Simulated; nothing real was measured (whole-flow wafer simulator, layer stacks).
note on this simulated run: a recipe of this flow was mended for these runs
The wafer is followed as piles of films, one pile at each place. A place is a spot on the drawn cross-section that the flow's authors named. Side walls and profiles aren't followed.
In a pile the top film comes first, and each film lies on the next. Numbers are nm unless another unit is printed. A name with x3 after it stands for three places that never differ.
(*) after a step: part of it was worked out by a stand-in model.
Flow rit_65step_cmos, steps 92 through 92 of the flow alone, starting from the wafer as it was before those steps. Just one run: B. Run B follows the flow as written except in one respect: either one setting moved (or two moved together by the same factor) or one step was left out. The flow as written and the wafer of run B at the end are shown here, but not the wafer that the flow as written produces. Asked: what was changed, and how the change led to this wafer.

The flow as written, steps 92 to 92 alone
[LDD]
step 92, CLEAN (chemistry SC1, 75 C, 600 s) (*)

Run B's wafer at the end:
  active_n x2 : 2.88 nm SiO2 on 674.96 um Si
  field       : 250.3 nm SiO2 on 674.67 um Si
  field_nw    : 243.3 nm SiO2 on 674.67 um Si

The reason: step 92, CLEAN: 70 C was run, though the flow has 75 C.

The path from the change to this, step by step:
  step 92, CLEAN (chemistry SC1, 75 C, 600 s) (*)
      field, field_pw, field_nw, field_p, active_n x2, spacer x6: -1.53 SiO2 (it would be, as written: -2.05 SiO2)
      gate_n x2: -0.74 chemical SiO2, -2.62 poly-Si (it would be, as written: -0.74 chemical SiO2, -3.77 poly-Si)
